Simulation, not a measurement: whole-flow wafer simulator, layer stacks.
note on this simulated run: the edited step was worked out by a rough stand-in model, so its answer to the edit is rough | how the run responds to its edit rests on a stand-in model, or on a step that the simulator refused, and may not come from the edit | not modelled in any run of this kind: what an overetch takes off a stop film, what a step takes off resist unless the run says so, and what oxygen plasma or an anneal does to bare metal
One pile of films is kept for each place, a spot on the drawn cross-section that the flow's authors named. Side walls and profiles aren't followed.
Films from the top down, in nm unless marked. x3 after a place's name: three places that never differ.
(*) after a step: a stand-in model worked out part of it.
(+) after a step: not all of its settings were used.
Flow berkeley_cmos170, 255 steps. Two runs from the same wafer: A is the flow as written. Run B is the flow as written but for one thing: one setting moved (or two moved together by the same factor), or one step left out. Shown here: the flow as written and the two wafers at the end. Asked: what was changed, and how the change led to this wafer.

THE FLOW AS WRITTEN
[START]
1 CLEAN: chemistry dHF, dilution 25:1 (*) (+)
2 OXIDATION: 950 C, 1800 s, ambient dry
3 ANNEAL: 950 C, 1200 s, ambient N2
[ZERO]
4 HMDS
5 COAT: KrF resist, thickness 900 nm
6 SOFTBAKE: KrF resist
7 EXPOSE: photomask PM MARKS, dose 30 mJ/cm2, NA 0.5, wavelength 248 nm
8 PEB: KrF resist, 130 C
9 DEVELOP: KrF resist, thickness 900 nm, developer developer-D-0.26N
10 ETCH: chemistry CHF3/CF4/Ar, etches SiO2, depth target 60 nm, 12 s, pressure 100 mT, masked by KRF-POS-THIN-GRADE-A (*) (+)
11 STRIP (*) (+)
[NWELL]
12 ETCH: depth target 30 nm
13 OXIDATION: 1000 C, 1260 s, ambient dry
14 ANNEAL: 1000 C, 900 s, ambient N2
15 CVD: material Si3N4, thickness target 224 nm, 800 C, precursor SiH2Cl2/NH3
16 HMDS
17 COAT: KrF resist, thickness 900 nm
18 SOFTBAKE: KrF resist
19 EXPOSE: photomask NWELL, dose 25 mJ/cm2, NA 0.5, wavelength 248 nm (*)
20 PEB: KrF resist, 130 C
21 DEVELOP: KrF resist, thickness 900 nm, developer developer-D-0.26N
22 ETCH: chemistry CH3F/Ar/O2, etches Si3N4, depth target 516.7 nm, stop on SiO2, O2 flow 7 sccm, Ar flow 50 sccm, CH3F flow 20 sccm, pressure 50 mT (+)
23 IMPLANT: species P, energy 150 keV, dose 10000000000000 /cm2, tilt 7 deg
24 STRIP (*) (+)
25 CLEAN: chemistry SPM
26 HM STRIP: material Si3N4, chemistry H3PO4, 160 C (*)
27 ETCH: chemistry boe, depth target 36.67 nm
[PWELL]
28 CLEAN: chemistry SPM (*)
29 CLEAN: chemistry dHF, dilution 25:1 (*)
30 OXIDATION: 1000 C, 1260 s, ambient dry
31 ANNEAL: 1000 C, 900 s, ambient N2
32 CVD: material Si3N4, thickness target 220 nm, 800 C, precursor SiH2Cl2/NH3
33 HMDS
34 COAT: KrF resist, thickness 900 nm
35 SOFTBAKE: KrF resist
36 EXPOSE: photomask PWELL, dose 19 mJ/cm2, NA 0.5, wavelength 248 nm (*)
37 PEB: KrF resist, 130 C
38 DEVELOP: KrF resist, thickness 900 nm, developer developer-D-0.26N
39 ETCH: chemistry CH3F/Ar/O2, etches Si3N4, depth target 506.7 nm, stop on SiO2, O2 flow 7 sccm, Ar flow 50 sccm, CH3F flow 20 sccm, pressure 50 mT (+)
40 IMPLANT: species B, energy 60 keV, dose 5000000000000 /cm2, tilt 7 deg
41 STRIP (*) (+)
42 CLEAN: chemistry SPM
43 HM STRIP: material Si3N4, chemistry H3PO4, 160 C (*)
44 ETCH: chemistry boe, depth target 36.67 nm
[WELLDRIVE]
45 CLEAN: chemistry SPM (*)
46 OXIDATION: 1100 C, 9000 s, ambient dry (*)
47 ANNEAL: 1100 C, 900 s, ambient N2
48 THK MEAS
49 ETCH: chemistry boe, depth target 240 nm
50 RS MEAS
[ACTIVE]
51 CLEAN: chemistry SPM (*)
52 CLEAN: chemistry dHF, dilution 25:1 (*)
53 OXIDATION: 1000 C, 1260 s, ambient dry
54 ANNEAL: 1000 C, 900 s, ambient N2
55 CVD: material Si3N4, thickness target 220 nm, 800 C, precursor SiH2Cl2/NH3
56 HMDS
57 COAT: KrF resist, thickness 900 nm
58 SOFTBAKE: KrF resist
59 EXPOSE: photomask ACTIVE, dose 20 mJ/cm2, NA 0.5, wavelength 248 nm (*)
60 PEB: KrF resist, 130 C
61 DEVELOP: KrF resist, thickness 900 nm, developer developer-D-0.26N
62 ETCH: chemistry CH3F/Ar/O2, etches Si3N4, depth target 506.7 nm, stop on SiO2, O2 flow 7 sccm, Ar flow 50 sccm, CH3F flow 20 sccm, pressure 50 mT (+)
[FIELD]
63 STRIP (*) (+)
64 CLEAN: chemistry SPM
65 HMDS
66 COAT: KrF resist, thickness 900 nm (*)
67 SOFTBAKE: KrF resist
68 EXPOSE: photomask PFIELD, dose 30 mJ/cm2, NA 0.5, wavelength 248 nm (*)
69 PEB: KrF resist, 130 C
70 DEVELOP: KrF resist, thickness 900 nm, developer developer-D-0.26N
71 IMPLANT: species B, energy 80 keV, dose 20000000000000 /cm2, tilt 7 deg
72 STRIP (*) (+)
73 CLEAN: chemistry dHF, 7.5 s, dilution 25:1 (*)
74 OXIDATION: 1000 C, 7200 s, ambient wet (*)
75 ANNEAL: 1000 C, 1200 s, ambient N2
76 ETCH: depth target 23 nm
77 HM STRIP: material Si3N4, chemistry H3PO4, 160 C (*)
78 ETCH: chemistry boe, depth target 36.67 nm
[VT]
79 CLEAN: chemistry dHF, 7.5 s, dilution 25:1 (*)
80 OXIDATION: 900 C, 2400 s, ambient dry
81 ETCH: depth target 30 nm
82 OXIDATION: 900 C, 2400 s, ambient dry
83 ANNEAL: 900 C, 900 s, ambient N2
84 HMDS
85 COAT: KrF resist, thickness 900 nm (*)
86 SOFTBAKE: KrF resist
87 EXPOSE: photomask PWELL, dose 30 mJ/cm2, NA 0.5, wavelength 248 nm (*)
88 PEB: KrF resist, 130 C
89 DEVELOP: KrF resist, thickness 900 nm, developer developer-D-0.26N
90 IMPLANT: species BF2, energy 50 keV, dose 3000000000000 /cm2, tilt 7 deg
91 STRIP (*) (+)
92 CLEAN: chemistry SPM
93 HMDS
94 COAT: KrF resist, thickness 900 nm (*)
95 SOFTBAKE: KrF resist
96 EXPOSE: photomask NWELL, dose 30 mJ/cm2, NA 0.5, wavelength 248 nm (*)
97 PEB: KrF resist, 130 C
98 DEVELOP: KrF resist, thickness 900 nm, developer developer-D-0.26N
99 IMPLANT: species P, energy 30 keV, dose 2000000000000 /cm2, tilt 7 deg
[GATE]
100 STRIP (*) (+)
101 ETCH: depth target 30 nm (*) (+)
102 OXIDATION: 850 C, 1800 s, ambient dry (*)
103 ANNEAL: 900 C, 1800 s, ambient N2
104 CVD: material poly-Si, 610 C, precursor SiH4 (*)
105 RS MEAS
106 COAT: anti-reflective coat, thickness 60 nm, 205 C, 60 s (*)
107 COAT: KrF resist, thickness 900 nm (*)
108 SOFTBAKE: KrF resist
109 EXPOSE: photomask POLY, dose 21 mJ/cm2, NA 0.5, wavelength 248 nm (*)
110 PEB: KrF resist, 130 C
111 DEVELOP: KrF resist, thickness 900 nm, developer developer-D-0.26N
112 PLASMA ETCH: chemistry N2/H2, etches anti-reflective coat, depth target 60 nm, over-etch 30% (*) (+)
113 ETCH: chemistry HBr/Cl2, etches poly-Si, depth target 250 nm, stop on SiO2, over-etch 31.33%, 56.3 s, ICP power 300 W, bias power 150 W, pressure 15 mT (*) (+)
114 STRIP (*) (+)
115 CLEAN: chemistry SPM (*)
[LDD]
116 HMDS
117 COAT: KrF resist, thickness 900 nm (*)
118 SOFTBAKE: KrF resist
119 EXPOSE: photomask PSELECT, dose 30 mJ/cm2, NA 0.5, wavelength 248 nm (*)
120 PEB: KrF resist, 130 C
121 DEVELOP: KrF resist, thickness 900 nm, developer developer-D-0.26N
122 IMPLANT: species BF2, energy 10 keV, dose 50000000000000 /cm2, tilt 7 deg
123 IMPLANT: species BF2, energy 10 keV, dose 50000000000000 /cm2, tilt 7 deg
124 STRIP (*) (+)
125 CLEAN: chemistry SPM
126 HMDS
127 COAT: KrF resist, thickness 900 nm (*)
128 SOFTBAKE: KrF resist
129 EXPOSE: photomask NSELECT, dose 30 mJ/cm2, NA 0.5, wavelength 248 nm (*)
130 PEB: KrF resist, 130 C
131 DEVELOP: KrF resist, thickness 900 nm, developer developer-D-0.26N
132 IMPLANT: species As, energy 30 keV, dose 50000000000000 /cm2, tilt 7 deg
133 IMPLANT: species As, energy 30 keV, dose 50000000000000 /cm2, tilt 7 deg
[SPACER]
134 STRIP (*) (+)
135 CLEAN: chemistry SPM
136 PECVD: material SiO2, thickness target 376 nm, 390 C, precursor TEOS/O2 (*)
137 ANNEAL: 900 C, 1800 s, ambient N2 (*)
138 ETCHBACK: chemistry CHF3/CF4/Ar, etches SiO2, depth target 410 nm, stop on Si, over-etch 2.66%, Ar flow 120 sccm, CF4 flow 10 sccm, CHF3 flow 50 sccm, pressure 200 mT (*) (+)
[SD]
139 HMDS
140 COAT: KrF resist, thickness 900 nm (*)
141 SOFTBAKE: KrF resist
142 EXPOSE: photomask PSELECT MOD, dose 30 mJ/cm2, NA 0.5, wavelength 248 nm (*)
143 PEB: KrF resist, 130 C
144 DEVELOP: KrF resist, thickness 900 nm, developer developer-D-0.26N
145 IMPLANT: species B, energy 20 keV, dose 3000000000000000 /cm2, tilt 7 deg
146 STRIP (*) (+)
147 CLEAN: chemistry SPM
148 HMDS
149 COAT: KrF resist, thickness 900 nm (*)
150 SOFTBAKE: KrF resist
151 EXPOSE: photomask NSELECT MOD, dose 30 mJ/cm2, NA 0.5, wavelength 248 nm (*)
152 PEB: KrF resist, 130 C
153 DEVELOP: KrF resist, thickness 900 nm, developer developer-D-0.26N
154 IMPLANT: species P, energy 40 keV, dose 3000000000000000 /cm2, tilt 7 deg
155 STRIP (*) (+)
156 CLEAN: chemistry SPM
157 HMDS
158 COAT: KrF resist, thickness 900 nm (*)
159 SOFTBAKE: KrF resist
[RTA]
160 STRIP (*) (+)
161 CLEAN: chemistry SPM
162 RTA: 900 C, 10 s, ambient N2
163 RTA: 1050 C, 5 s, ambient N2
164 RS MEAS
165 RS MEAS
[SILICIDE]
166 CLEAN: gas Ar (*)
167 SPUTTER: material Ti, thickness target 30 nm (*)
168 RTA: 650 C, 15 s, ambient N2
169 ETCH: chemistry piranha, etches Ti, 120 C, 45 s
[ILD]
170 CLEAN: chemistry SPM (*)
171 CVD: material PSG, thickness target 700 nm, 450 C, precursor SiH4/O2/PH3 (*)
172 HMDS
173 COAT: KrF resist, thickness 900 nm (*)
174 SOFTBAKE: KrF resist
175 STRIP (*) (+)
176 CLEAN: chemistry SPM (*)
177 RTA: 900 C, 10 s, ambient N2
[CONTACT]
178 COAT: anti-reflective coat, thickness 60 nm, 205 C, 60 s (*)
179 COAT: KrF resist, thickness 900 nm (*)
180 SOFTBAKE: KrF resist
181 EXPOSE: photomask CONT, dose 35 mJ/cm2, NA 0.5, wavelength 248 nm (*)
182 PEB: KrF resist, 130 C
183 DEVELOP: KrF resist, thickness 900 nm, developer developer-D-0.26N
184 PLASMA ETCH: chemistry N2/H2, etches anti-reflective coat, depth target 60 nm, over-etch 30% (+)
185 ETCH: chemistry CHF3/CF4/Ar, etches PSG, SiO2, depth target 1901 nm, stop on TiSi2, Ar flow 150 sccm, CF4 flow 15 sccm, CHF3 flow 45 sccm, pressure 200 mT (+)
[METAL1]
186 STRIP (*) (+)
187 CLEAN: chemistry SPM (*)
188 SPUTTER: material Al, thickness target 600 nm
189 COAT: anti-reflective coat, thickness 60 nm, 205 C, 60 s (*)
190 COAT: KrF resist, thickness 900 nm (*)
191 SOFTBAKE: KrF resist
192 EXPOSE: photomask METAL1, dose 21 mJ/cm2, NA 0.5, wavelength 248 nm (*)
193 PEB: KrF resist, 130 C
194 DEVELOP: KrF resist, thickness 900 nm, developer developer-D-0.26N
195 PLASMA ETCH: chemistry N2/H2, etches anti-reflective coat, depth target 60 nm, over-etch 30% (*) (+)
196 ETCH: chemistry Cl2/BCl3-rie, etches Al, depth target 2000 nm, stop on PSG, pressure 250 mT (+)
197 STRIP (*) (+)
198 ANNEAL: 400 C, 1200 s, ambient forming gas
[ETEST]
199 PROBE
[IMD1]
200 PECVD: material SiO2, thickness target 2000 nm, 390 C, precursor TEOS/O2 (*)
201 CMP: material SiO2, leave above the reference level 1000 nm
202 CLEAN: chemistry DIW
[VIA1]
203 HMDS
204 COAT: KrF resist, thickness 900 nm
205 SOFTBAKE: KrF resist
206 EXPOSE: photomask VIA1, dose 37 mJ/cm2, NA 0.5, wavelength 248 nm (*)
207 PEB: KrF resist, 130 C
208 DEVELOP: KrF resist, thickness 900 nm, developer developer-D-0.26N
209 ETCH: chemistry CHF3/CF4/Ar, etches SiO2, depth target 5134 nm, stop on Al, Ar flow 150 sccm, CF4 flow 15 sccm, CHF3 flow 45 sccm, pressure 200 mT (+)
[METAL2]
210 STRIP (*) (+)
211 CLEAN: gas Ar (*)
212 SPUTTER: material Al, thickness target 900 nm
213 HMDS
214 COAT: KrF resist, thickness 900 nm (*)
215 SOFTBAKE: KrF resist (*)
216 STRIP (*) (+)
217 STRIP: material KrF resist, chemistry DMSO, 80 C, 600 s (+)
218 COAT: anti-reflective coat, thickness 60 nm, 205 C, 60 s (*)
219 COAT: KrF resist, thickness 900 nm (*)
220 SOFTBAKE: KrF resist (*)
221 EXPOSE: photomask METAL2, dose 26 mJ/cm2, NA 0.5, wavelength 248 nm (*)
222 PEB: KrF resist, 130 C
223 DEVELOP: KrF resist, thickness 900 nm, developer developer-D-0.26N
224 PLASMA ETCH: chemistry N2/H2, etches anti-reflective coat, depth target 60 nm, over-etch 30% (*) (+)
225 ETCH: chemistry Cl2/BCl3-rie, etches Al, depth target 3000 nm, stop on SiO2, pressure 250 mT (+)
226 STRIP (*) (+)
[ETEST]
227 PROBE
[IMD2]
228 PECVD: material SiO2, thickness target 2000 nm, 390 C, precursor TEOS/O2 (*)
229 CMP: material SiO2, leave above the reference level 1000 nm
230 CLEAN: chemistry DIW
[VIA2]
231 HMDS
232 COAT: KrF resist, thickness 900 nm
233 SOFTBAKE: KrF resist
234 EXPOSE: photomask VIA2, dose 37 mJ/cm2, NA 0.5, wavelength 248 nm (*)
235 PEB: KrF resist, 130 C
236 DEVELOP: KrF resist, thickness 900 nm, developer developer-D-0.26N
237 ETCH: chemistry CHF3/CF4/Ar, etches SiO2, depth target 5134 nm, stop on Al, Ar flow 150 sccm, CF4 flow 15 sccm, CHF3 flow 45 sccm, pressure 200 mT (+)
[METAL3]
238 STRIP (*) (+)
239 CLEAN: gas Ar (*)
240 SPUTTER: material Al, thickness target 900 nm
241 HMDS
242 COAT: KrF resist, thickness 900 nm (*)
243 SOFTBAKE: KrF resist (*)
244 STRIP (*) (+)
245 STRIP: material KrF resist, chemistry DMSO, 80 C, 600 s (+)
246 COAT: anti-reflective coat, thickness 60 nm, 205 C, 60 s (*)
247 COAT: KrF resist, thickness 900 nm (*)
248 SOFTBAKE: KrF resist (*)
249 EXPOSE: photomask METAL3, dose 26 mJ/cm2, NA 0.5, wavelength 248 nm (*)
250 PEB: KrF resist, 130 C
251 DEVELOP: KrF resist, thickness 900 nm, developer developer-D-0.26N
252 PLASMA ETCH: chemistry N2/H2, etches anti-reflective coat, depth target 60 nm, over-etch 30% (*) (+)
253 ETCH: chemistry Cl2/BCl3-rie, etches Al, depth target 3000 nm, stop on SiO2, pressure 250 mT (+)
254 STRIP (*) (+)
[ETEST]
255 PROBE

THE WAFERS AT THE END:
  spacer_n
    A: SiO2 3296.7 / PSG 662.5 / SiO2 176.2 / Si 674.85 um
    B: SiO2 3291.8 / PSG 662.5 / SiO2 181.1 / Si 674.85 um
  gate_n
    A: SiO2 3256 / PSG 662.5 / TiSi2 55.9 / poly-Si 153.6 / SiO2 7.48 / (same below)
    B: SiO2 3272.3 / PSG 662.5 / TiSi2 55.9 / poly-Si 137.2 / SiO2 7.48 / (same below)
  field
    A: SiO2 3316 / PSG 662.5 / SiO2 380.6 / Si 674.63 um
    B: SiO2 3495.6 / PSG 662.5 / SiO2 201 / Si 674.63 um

The cause: step 136, PECVD: thickness target 188 nm was run, where the flow has thickness target 376 nm.

How the change led to this, step by step:
  136 PECVD: material SiO2, thickness target 376 nm, 390 C, precursor TEOS/O2 (*)
      field, sd_n, spacer_n and 7 more: A SiO2 +376 | B SiO2 +188
      gate_n, gate_p: A SiO2 +376 (new film) | B SiO2 +188 (new film)
  137 ANNEAL: 900 C, 1800 s, ambient N2 (*)
      field, sd_n, spacer_n and 9 more: A SiO2 -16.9 | B SiO2 -8.46
  138 ETCHBACK: chemistry CHF3/CF4/Ar, etches SiO2, depth target 410 nm, stop on Si, over-etch 2.66%, Ar flow 120 sccm, CF4 flow 10 sccm, CHF3 flow 50 sccm, pressure 200 mT (*) (+)
      spacer_n, spacer_p: A SiO2 -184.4 | B nothing
      sd_n, sd_p, contact, m1, via1, m2, via2: A SiO2 -366 (all of it) | B SiO2 -186.4 (all of it)
      (and at 2 more places)
  140 COAT: KrF resist, thickness 900 nm (*)
      field: A KrF resist +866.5 (new film) | B KrF resist +911.9 (new film)
      sd_n: A KrF resist +985.6 (new film) | B KrF resist +894.4 (new film)
      (and at 10 more places)
  144 DEVELOP: KrF resist, thickness 900 nm, developer developer-D-0.26N
      sd_p: A KrF resist -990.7 (all of it) | B KrF resist -915.4 (all of it)
      spacer_p: A KrF resist -817.6 (all of it) | B KrF resist -752.5 (all of it)
      (and at 1 more place)
  146 STRIP (*) (+)
      field: A KrF resist -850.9 (all of it) | B KrF resist -896.2 (all of it)
      sd_n: A chemical SiO2 +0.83 (new film), KrF resist -969.8 (all of it), Si -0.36 | B chemical SiO2 +0.81 (new film), KrF resist -878.8 (all of it), Si -0.36
      (and at 7 more places)
  149 COAT: KrF resist, thickness 900 nm (*)
      field: A KrF resist +866.5 (new film) | B KrF resist +912 (new film)
      sd_n: A KrF resist +985.1 (new film) | B KrF resist +894.2 (new film)
      (and at 10 more places)
  153 DEVELOP: KrF resist, thickness 900 nm, developer developer-D-0.26N
      sd_n: A KrF resist -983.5 (all of it) | B KrF resist -892.8 (all of it)
      spacer_n: A KrF resist -824.6 (all of it) | B KrF resist -752.1 (all of it)
      (and at 2 more places)
  155 STRIP (*) (+)
      field: A KrF resist -850.9 (all of it) | B KrF resist -896.3 (all of it)
      sd_p: A KrF resist -976.3 (all of it), chemical SiO2 +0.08 | B KrF resist -900.8 (all of it), chemical SiO2 +0.08
      (and at 6 more places)
  158 COAT: KrF resist, thickness 900 nm (*)
      field: A KrF resist +866.6 (new film) | B KrF resist +912.1 (new film)
      sd_n: A KrF resist +984.8 (new film) | B KrF resist +894.1 (new film)
      (and at 10 more places)
  160 STRIP (*) (+)
      gate_n: A KrF resist -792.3 (all of it), chemical SiO2 +0.07 | B KrF resist -741.9 (all of it), chemical SiO2 +0.07, poly-Si -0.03
      gate_p: A KrF resist -785.9 (all of it), chemical SiO2 +0.07 | B KrF resist -742.4 (all of it), chemical SiO2 +0.07, poly-Si -0.03
      (and at 10 more places)
  173 COAT: KrF resist, thickness 900 nm (*)
      field: A KrF resist +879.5 (new film) | B KrF resist +921 (new film)
      sd_p: A KrF resist +1001.7 (new film) | B KrF resist +921.9 (new film)
      (and at 7 more places)
  175 STRIP (*) (+)
      field: A KrF resist -879.5 (all of it) | B KrF resist -921 (all of it)
      sd_p: A KrF resist -1001.7 (all of it) | B KrF resist -921.9 (all of it)
      (and at 7 more places)
  178 COAT: anti-reflective coat, thickness 60 nm, 205 C, 60 s (*)
      field: A anti-reflective coat +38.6 (new film) | B anti-reflective coat +51.4 (new film)
      sd_n: A anti-reflective coat +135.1 (new film) | B anti-reflective coat +51.4 (new film)
      (and at 10 more places)
  179 COAT: KrF resist, thickness 900 nm (*)
      field: A KrF resist +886 (new film) | B KrF resist +914 (new film)
      spacer_n: A KrF resist +861.2 (new film) | B KrF resist +773.3 (new film)
      (and at 9 more places)
  183 DEVELOP: KrF resist, thickness 900 nm, developer developer-D-0.26N
      contact: A KrF resist -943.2 (all of it) | B KrF resist -889.2 (all of it)
  ... 9 more steps ...
  201 CMP: material SiO2, leave above the reference level 1000 nm
      gate_n, gate_p: A SiO2 -577.1 | B SiO2 -560.7
      field: A SiO2 -517 | B SiO2 -337.4
      (and at 1 more place)
